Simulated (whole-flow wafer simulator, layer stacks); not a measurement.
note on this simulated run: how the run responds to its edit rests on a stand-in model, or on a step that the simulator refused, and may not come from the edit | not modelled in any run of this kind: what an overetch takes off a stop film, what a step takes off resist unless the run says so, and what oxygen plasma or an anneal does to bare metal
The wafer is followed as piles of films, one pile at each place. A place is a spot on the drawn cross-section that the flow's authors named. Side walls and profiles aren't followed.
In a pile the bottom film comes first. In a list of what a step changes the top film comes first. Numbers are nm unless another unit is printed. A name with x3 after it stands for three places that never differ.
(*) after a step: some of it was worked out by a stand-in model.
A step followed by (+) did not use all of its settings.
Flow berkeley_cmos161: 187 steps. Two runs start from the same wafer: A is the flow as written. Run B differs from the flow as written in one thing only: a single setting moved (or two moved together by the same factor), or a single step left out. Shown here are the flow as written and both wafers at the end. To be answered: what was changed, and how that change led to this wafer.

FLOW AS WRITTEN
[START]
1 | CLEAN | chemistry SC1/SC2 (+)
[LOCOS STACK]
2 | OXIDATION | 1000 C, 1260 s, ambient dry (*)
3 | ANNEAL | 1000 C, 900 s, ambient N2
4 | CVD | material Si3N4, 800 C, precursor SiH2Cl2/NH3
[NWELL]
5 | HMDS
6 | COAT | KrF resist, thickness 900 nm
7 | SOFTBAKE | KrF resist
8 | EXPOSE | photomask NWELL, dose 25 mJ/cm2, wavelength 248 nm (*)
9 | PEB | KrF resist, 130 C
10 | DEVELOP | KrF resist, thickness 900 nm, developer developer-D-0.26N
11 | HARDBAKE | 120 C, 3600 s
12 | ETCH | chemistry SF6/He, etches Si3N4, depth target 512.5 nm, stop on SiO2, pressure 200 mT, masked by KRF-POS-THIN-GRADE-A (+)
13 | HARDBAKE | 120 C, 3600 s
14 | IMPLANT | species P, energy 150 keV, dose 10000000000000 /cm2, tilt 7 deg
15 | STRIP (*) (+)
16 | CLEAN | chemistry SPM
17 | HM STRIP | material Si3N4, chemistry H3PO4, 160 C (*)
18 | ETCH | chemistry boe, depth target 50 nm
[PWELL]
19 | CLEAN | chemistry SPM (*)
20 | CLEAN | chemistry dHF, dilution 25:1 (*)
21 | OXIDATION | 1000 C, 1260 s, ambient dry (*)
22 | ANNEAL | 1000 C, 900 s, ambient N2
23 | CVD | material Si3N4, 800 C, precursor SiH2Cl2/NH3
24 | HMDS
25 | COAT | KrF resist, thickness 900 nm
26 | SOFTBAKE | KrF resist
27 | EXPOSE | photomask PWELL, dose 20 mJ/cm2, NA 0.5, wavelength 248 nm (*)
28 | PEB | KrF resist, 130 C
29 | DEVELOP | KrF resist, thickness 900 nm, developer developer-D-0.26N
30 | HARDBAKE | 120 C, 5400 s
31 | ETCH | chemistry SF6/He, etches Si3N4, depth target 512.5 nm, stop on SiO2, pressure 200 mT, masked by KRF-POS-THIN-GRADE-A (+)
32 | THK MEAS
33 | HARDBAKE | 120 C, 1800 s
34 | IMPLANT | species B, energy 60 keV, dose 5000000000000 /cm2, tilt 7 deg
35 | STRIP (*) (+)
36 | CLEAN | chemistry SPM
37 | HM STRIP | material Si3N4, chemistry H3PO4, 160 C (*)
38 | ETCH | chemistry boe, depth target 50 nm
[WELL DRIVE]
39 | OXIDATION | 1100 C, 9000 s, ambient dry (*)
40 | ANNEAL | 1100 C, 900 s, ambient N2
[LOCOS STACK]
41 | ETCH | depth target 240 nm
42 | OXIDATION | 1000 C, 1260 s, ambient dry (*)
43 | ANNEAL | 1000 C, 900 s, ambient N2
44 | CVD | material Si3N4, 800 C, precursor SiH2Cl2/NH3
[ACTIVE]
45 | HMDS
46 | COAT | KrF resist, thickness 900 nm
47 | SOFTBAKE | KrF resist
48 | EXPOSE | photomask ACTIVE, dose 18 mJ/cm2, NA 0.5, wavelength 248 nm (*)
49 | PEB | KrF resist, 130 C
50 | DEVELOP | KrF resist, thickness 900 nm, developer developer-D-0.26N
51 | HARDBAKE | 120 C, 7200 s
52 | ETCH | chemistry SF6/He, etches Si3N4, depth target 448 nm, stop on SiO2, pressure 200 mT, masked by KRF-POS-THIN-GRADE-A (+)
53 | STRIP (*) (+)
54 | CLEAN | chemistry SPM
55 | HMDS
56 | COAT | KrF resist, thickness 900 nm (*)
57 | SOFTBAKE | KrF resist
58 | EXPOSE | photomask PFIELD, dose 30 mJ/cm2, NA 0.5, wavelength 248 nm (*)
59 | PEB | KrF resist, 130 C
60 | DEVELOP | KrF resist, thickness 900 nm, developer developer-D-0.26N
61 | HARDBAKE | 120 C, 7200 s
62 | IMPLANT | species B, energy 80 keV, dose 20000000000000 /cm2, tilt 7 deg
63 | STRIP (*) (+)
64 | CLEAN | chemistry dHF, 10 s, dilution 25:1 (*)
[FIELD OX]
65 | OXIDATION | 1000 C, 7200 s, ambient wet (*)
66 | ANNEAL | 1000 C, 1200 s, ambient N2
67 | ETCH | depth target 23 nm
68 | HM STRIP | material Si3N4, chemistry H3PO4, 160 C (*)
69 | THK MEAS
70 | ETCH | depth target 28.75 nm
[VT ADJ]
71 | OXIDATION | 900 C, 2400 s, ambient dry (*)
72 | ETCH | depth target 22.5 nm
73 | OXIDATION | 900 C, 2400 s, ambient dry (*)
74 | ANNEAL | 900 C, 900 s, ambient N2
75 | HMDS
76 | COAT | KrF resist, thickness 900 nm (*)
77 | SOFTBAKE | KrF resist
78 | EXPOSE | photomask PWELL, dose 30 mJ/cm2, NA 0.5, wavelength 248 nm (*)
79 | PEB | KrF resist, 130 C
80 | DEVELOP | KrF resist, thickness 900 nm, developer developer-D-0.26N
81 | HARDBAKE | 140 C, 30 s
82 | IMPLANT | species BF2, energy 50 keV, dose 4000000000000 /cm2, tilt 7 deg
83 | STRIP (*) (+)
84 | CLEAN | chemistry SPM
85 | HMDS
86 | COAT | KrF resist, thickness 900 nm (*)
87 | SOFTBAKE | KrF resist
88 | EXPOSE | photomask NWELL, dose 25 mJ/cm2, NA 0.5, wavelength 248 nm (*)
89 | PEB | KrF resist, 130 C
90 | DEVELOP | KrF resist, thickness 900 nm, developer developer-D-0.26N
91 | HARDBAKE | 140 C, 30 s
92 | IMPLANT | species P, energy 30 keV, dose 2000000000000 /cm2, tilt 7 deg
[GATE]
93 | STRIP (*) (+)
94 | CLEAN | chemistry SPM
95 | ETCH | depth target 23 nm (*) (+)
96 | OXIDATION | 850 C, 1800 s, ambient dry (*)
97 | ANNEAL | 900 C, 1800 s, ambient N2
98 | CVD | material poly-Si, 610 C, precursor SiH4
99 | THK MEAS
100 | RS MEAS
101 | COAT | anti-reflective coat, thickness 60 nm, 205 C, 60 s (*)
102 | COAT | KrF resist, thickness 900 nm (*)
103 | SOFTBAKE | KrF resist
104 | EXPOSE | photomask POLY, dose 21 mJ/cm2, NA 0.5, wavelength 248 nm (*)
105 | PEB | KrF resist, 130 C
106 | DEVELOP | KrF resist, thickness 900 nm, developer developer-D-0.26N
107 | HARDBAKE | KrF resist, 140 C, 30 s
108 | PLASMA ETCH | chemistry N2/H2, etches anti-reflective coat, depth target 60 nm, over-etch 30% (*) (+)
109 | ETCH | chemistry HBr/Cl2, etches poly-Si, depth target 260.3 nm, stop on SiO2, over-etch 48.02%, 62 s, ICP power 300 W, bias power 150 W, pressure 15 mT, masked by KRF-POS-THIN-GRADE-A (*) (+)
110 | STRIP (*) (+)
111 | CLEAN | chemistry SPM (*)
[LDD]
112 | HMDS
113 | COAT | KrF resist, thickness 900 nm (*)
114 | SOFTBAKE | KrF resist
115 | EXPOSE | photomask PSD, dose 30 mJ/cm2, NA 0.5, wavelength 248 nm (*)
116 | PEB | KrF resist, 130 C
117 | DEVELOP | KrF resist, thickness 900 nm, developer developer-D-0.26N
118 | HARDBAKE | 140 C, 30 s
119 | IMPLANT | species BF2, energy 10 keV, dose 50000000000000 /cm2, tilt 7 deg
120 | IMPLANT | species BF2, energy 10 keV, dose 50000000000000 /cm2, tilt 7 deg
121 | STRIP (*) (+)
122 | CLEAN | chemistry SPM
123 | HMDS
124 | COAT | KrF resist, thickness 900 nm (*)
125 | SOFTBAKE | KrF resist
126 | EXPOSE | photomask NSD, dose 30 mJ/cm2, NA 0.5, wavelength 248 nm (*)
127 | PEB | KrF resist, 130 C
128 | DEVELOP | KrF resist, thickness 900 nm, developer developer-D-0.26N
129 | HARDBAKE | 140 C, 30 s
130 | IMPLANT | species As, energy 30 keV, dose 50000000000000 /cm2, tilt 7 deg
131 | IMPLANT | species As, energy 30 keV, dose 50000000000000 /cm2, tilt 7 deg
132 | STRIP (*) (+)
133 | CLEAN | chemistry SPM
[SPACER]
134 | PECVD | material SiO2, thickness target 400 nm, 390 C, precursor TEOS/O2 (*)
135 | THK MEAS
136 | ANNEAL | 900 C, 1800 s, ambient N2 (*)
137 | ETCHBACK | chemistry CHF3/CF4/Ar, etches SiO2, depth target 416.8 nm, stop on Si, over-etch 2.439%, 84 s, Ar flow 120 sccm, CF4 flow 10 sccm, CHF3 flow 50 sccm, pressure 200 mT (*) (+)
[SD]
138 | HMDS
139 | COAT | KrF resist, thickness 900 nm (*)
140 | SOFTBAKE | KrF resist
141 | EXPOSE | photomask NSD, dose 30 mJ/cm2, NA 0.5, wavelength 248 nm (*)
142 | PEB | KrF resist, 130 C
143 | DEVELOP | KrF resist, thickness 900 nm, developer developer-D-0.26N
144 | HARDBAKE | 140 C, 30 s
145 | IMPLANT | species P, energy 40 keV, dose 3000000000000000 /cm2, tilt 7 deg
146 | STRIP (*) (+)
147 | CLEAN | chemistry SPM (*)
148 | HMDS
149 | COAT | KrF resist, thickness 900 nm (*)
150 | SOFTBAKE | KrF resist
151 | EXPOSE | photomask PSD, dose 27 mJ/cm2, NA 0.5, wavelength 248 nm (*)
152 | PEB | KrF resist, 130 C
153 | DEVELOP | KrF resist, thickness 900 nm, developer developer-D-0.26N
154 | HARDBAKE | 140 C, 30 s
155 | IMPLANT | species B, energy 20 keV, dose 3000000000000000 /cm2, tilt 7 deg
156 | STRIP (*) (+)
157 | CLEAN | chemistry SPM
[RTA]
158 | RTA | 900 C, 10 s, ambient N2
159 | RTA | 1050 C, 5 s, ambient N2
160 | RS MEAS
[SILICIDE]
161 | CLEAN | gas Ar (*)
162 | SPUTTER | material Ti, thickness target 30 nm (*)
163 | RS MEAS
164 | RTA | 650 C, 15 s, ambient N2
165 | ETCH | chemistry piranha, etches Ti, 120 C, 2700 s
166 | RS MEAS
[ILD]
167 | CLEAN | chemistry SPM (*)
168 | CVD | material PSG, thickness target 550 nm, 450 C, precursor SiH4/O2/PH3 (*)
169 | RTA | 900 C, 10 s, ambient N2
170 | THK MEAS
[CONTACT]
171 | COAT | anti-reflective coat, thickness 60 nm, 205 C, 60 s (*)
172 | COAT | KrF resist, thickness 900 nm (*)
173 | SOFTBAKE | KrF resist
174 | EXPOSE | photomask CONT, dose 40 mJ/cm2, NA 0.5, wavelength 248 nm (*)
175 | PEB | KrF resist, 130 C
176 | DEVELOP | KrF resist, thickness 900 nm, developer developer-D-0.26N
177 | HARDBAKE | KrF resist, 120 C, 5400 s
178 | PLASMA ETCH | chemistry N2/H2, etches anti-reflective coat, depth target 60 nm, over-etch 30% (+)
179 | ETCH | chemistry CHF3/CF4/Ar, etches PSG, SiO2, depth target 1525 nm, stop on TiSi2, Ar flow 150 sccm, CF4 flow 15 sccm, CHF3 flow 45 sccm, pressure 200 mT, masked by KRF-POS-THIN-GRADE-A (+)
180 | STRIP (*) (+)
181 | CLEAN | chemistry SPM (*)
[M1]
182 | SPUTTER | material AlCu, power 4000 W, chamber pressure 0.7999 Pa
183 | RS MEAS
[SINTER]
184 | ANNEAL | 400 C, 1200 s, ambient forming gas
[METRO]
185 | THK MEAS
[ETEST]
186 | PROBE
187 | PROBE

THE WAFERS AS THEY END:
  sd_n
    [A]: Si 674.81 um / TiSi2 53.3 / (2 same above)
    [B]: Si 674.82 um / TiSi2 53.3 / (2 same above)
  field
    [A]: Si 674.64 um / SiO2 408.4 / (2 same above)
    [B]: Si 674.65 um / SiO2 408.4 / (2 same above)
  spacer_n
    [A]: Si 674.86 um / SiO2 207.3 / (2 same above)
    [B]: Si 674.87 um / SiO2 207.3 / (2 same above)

The reason: step 17, HM STRIP: material Si3N4, chemistry H3PO4, 160 C (*), was skipped.

Step by step, how the change led to this:
  18 | ETCH | chemistry boe, depth target 50 nm
      field, sd_n, spacer_n, gate_n, contact, m1: A -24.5 SiO2 (all of it) | B nothing
      sd_p, spacer_p, gate_p: A -14.3 SiO2 (all of it) | B -23.9 SiO2 (all of it)
  19 | CLEAN | chemistry SPM (*)
      field, sd_n, spacer_n, gate_n, contact, m1: A +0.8 chemical SiO2 (new film), -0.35 Si | B nothing
  20 | CLEAN | chemistry dHF, dilution 25:1 (*)
      field, sd_n, spacer_n, gate_n, contact, m1: A -0.8 chemical SiO2 (all of it) | B -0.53 Si3N4
  21 | OXIDATION | 1000 C, 1260 s, ambient dry (*)
      field, sd_n, spacer_n, gate_n, contact, m1: A +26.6 SiO2 (new film), -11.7 Si | B nothing
  23 | CVD | material Si3N4, 800 C, precursor SiH2Cl2/NH3
      field, sd_n, spacer_n, gate_n, contact, m1: A +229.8 Si3N4 (new film) | B +229.8 Si3N4
  25 | COAT | KrF resist, thickness 900 nm
      sd_n: A +900 KrF resist (new film) | B +810.1 KrF resist (new film)
      sd_p: A +900 KrF resist (new film) | B +1032.2 KrF resist (new film)
      (and at 2 other places as well)
  29 | DEVELOP | KrF resist, thickness 900 nm, developer developer-D-0.26N
      sd_n: A -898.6 KrF resist (all of it) | B -808.8 KrF resist (all of it)
  31 | ETCH | chemistry SF6/He, etches Si3N4, depth target 512.5 nm, stop on SiO2, pressure 200 mT, masked by KRF-POS-THIN-GRADE-A (+)
      field, sd_n, spacer_n, gate_n, contact: A -229.8 Si3N4 (all of it), -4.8 SiO2 | B -459 Si3N4 (all of it), -4.79 SiO2
      sd_p, spacer_p, gate_p, m1: A -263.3 KrF resist | B -512.5 KrF resist
  35 | STRIP (*) (+)
      sd_p: A -618.4 KrF resist (all of it) | B -500.8 KrF resist (all of it)
      spacer_p: A -618.4 KrF resist (all of it) | B -466.2 KrF resist (all of it)
      (and at 2 other places as well)
  37 | HM STRIP | material Si3N4, chemistry H3PO4, 160 C (*)
      field, sd_n, spacer_n, gate_n, contact: A -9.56 SiO2 | B -18.8 SiO2
      m1: A -229.8 Si3N4 (all of it), -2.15 SiO2 | B -459 Si3N4 (all of it), -4.3 SiO2
  38 | ETCH | chemistry boe, depth target 50 nm
      field, sd_n, spacer_n, gate_n, contact: A -12.2 SiO2 (all of it) | B -3.01 SiO2 (all of it)
      m1: A -24.4 SiO2 (all of it) | B -22.3 SiO2 (all of it)
  65 | OXIDATION | 1000 C, 7200 s, ambient wet (*)
      sd_p: A +12.1 SiO2 (new film), -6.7 Si3N4, +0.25 SiO2, -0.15 Si | B +12.1 SiO2 (new film), -6.7 Si3N4
  101 | COAT | anti-reflective coat, thickness 60 nm, 205 C, 60 s (*)
      spacer_p: A +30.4 anti-reflective coat (new film) | B +29.1 anti-reflective coat (new film)
      gate_p: A +27.9 anti-reflective coat (new film) | B +26.9 anti-reflective coat (new film)
  108 | PLASMA ETCH | chemistry N2/H2, etches anti-reflective coat, depth target 60 nm, over-etch 30% (*) (+)
      spacer_p: A -30.4 anti-reflective coat (all of it), -5 poly-Si | B -29.1 anti-reflective coat (all of it), -5.04 poly-Si
  110 | STRIP (*) (+)
      gate_p: A +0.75 chemical SiO2 (new film), -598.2 KrF resist (all of it), -27.9 anti-reflective coat (all of it), -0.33 poly-Si | B +0.75 chemical SiO2 (new film), -603.3 KrF resist (all of it), -26.9 anti-reflective coat (all of it), -0.33 poly-Si
